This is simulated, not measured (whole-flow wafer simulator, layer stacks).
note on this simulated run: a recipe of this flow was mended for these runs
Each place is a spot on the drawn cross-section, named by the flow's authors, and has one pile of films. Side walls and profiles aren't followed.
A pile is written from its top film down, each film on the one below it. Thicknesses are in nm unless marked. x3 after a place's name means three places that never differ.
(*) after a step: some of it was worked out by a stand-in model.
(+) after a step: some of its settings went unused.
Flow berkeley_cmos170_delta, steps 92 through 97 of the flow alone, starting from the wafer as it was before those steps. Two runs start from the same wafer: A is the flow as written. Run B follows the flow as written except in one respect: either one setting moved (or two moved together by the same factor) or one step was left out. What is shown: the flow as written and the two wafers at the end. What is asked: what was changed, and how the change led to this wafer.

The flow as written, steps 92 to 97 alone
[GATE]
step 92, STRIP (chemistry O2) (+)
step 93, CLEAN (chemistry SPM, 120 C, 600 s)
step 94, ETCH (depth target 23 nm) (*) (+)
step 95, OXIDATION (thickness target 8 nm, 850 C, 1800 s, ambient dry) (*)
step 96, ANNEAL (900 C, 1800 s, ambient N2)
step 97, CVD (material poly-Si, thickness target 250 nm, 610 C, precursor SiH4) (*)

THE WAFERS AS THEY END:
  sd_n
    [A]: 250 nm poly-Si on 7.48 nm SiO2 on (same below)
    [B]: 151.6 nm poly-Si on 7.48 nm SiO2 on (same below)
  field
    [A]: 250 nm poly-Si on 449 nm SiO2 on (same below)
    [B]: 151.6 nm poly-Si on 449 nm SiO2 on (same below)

Cause: step 97, CVD: 587 C was run, though the flow has 610 C.

How this came from the change, step by step:
  step 97, CVD (material poly-Si, thickness target 250 nm, 610 C, precursor SiH4) (*)
      field, sd_n, spacer_n, gate, sd_p, spacer_p x2, contact, m1: A +250 poly-Si (new film) | B +151.6 poly-Si (new film)
